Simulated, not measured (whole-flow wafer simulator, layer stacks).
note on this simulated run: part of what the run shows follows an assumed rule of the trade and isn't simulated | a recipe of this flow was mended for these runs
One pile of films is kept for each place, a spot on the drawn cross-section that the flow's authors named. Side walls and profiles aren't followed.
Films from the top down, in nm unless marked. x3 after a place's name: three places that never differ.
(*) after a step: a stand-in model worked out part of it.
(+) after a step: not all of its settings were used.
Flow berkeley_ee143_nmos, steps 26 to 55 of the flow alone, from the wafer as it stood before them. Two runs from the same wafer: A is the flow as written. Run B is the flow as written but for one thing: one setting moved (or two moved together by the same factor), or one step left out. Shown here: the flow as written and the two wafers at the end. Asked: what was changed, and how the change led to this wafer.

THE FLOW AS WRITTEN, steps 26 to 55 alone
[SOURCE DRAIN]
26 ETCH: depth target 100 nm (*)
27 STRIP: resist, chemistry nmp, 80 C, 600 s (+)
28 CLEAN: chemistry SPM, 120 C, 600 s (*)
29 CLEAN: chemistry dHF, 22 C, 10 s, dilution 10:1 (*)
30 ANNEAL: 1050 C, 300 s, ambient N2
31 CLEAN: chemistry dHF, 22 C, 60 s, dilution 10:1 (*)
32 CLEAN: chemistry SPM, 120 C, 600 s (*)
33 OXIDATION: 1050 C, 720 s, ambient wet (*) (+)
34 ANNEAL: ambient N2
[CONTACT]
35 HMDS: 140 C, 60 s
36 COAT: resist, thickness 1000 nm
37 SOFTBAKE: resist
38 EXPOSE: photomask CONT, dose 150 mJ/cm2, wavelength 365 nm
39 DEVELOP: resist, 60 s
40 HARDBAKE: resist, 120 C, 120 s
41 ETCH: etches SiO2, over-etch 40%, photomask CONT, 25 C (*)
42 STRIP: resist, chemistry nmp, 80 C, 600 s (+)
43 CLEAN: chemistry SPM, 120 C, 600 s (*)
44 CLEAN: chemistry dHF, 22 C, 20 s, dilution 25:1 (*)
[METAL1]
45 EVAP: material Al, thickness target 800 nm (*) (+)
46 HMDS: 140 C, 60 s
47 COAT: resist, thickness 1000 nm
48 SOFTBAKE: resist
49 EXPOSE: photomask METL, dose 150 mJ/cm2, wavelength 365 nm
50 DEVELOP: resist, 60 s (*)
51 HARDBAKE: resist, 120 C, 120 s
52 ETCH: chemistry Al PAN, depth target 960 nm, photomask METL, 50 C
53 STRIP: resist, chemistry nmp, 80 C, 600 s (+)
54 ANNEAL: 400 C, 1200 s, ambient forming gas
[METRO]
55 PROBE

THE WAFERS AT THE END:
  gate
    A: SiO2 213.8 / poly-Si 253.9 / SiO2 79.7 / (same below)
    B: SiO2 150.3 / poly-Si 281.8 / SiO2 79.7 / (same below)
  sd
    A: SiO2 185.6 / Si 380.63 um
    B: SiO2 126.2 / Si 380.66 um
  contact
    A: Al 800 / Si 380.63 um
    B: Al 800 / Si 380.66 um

The cause: step 33, OXIDATION: 432 s was run, where the flow has 720 s.

How the change led to this, step by step:
  33 OXIDATION: 1050 C, 720 s, ambient wet (*) (+)
      sd, contact: A SiO2 +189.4 (new film), chemical SiO2 -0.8 (all of it), Si -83 | B SiO2 +130.1 (new film), chemical SiO2 -0.8 (all of it), Si -56.9
      gate: A SiO2 +217.6 (new film), chemical SiO2 -0.8 (all of it), poly-Si -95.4 | B SiO2 +154.1 (new film), chemical SiO2 -0.8 (all of it), poly-Si -67.5
      (and at 1 more place)
  41 ETCH: etches SiO2, over-etch 40%, photomask CONT, 25 C (*)
      contact: A SiO2 -189.4 (all of it) | B SiO2 -130.1 (all of it)
  47 COAT: resist, thickness 1000 nm
      contact: A resist +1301 (new film) | B resist +1258.3 (new film)
  51 HARDBAKE: resist, 120 C, 120 s
      contact: A resist -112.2 | B resist -108.3
  53 STRIP: resist, chemistry nmp, 80 C, 600 s (+)
      contact: A resist -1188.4 (all of it) | B resist -1149.6 (all of it)
